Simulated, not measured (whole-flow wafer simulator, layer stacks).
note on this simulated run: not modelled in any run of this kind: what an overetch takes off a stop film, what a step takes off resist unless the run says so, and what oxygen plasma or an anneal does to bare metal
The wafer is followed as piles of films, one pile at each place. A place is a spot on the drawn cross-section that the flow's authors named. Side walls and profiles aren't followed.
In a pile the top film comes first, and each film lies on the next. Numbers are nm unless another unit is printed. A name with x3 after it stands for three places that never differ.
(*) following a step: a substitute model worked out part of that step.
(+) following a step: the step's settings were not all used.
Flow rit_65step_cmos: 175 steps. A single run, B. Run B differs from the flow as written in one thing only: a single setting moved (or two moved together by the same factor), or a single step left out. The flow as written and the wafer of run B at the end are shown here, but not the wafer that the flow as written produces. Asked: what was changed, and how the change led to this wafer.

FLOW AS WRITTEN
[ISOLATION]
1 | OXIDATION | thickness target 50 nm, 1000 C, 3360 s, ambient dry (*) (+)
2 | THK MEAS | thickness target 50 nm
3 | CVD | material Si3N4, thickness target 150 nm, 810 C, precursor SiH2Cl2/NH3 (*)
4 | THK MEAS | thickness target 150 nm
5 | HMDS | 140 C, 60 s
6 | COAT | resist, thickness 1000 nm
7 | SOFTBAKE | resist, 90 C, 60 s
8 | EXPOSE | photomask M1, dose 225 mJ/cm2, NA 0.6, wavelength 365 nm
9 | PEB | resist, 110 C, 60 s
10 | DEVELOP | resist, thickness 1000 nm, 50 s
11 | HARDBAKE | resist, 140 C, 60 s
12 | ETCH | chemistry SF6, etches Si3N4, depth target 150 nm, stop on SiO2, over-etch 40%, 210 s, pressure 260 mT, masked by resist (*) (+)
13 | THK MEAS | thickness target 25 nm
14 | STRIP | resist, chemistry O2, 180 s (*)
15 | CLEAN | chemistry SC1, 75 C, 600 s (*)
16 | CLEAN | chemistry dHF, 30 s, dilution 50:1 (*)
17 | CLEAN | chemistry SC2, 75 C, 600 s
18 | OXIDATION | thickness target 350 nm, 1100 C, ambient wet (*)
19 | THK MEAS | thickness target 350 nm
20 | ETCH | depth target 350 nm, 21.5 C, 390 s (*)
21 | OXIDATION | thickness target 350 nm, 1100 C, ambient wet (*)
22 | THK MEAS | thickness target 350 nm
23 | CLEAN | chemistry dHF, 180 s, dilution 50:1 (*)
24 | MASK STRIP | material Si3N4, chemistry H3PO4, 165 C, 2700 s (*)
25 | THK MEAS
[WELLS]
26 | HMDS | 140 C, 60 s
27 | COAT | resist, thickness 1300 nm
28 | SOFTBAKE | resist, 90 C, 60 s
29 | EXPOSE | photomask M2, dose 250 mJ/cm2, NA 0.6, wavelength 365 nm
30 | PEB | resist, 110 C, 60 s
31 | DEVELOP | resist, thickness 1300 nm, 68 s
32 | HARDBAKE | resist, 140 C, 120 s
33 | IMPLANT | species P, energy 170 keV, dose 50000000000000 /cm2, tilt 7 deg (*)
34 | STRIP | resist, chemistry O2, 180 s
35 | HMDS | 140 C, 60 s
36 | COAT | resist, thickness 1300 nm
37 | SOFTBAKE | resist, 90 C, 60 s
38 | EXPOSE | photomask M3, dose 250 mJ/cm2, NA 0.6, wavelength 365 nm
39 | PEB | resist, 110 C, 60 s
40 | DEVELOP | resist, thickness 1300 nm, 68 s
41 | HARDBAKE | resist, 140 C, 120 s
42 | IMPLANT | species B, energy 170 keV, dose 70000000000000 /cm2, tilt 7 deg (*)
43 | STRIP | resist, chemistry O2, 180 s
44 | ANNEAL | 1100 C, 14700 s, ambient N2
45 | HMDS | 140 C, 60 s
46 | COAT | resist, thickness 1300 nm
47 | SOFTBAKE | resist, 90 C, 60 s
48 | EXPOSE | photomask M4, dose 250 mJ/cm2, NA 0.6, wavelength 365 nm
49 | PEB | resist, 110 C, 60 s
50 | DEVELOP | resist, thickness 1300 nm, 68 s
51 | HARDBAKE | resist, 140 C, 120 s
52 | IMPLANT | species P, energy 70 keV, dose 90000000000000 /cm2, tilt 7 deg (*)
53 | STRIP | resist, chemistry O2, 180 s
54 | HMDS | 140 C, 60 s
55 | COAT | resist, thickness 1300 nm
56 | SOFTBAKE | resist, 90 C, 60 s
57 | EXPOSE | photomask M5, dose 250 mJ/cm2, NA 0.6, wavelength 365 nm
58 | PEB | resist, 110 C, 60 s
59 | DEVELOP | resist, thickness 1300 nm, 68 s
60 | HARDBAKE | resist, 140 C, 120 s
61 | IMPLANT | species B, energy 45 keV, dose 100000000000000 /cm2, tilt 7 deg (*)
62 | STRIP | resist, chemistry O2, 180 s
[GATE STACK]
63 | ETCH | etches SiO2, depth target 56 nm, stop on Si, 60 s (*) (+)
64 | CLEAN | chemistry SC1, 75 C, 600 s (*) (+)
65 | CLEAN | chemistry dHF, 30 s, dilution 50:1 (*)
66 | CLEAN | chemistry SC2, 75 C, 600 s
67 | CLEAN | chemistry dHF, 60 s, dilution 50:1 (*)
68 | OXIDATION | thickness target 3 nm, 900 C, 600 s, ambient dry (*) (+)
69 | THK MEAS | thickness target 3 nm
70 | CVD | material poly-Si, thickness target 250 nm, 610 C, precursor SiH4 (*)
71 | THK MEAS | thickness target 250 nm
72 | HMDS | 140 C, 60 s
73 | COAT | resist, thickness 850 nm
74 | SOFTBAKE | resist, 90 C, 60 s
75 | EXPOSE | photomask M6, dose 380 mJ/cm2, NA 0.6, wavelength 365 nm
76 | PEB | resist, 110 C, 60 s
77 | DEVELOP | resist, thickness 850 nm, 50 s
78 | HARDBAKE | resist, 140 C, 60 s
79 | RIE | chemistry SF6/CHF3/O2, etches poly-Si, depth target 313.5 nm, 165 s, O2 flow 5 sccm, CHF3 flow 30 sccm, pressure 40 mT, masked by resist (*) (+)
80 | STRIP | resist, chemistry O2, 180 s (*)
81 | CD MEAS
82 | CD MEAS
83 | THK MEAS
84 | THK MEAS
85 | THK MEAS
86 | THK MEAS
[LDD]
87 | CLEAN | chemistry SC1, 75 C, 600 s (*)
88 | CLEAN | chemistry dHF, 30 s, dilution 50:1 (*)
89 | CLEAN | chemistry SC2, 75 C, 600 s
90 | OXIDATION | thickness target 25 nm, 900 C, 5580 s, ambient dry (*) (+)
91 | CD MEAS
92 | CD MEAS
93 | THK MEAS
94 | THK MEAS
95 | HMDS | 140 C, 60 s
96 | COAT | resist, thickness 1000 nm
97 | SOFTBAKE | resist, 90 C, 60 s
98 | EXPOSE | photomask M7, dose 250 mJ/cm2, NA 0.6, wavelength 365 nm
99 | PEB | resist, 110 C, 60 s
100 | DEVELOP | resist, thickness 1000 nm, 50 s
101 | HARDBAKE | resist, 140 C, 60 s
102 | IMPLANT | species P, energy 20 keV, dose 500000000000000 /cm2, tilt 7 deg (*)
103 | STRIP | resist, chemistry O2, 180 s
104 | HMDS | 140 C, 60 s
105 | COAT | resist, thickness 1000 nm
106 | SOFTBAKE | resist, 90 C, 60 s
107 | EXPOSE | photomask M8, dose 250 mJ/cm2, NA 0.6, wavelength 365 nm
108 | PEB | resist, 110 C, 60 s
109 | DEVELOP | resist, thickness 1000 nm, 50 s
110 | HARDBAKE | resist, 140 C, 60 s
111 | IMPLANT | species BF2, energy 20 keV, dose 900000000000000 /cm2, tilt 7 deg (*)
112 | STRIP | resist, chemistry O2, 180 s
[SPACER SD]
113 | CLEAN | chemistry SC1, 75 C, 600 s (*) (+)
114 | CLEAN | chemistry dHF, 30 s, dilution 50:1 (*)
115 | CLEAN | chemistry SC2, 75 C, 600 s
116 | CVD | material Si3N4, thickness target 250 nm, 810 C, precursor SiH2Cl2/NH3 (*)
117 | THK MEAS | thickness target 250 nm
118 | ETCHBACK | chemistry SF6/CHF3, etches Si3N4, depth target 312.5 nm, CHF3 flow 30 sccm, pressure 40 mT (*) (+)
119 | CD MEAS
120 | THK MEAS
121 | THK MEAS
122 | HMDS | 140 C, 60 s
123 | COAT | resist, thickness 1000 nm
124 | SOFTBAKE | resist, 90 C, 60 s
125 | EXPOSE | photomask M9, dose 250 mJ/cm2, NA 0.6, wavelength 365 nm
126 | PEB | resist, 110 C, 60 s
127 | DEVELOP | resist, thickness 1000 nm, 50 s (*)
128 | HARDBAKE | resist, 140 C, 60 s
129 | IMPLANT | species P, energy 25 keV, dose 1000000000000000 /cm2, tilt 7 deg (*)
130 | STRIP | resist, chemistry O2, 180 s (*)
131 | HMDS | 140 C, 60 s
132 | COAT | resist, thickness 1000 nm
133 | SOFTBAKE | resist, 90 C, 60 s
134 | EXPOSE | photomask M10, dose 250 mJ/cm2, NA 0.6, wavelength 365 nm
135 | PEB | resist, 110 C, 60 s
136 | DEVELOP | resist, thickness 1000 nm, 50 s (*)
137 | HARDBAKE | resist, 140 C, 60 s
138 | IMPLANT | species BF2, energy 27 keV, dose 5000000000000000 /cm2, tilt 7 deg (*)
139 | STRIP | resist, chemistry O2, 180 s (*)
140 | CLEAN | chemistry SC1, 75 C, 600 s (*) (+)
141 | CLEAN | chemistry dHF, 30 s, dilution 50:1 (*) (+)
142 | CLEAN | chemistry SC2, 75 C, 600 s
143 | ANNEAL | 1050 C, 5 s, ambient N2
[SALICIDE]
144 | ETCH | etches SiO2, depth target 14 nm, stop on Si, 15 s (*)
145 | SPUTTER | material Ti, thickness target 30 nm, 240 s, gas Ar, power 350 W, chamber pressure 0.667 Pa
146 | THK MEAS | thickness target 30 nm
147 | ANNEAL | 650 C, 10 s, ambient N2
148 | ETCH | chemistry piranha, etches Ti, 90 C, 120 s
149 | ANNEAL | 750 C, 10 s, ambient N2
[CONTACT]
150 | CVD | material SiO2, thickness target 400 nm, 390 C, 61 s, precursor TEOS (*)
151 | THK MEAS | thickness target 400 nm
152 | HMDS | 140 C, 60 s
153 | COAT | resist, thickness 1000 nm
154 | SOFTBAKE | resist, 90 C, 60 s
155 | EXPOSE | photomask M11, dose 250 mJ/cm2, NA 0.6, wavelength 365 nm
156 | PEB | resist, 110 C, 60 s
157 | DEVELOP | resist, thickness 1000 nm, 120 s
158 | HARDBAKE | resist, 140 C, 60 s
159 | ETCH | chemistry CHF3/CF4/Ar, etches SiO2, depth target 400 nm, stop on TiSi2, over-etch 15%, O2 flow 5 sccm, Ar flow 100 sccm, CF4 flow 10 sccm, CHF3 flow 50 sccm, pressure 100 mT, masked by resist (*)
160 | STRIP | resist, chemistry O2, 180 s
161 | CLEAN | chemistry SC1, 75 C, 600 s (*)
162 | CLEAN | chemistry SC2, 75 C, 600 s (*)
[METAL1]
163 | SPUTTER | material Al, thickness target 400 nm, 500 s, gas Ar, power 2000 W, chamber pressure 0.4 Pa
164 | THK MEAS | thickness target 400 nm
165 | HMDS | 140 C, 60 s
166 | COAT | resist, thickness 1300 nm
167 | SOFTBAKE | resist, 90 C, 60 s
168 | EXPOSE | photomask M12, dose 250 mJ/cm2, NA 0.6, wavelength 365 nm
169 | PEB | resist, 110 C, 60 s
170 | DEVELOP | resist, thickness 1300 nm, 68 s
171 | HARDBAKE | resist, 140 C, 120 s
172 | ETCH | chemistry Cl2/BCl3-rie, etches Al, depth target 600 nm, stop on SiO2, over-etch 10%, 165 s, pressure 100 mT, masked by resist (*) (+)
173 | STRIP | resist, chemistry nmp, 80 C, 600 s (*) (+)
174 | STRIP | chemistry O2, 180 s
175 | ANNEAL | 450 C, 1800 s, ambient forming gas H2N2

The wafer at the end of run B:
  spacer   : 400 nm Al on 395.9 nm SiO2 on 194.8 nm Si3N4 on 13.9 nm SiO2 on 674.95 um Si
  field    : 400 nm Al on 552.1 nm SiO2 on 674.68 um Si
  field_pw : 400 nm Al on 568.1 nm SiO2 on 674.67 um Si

What caused this: step 172, ETCH: chemistry Cl2/BCl3-rie, etches Al, depth target 600 nm, stop on SiO2, over-etch 10%, 165 s, pressure 100 mT, masked by resist (*) (+), was omitted.

How this came from the change, step by step:
  (no step that both runs have acts differently)
With metal films that touch counted as one body, spacer has 1 body; the flow as written gives 0 bodies.
With metal films that touch counted as one body, field has 1 body; the flow as written gives 0 bodies.
With metal films that touch counted as one body, field_pw has 1 body; the flow as written gives 0 bodies.
